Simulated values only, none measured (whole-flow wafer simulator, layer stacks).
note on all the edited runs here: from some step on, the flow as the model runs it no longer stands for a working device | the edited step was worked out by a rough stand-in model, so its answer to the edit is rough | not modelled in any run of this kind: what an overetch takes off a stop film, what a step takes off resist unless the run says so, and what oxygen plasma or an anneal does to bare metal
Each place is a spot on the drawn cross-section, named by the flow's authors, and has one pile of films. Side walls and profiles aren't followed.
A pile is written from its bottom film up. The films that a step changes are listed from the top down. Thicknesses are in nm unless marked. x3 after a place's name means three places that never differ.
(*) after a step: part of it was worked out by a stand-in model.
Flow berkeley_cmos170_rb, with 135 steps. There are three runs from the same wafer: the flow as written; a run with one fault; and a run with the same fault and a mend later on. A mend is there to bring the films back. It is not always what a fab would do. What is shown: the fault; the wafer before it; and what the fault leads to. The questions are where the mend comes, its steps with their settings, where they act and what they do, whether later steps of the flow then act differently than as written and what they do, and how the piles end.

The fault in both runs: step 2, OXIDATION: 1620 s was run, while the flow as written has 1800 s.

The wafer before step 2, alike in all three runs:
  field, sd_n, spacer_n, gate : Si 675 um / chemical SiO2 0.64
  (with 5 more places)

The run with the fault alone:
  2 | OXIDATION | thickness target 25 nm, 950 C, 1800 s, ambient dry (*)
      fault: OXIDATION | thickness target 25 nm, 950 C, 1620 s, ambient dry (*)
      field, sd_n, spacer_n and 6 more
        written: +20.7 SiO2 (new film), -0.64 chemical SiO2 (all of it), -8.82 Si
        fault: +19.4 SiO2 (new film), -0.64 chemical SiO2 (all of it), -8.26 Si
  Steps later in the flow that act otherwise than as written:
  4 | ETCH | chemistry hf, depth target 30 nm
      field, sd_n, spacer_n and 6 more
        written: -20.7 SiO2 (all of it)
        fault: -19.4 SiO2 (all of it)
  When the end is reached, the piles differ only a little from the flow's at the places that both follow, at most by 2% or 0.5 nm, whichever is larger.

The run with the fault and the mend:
  The mend follows step 2.
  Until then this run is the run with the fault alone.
  2a | OXIDATION | thickness target 25 nm, 950 C, 180 s, ambient dry (*) (a further turn of the flow's step 2, with different settings)
      field, sd_n, spacer_n and 6 more
        +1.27 SiO2, -0.56 Si
  Later steps of the flow that are run all act as written at every place that is followed.
  The piles end the same as the flow's at every place that both follow.
